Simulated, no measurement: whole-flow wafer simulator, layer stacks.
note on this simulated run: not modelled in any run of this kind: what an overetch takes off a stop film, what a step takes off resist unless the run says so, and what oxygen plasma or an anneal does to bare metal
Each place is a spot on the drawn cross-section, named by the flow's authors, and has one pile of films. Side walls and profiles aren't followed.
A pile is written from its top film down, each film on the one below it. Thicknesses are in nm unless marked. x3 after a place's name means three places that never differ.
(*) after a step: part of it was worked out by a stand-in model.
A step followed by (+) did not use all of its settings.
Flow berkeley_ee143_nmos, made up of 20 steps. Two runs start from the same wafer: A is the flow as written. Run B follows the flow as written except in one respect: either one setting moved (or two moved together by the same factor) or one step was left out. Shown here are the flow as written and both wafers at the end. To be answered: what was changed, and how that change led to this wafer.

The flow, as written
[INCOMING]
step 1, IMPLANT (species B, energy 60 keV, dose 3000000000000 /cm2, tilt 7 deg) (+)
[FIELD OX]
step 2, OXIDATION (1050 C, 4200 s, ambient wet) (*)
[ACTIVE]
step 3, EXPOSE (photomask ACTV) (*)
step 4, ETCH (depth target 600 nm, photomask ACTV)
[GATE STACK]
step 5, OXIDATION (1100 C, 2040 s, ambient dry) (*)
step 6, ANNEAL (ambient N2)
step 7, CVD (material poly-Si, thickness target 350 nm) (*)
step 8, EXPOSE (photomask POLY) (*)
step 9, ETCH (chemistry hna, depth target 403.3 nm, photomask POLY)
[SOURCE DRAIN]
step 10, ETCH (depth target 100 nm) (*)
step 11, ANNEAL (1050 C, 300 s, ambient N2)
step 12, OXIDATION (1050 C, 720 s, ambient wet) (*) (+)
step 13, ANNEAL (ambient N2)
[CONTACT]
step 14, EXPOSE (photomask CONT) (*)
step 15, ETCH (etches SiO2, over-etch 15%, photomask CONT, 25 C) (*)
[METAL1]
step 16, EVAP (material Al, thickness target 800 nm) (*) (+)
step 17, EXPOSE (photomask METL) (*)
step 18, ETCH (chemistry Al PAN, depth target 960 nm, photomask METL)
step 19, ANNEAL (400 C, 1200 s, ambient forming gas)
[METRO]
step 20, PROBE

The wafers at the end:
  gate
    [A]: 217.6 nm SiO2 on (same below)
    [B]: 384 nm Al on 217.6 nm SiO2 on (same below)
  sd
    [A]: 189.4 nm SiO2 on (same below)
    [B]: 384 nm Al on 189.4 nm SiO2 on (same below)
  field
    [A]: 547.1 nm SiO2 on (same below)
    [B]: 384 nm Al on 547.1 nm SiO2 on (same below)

The reason: step 18, ETCH: depth target 416 nm was run, whereas the flow has depth target 960 nm.

Step by step, how the change led to this:
  step 18, ETCH (chemistry Al PAN, depth target 960 nm, photomask METL)
      gate, sd, field: A -800 Al (all of it) | B -416 Al
Taking metal films that touch as one body, gate has 1 body; the flow as written gives 0 bodies.
Taking metal films that touch as one body, sd has 1 body; the flow as written gives 0 bodies.
Taking metal films that touch as one body, field has 1 body; the flow as written gives 0 bodies.
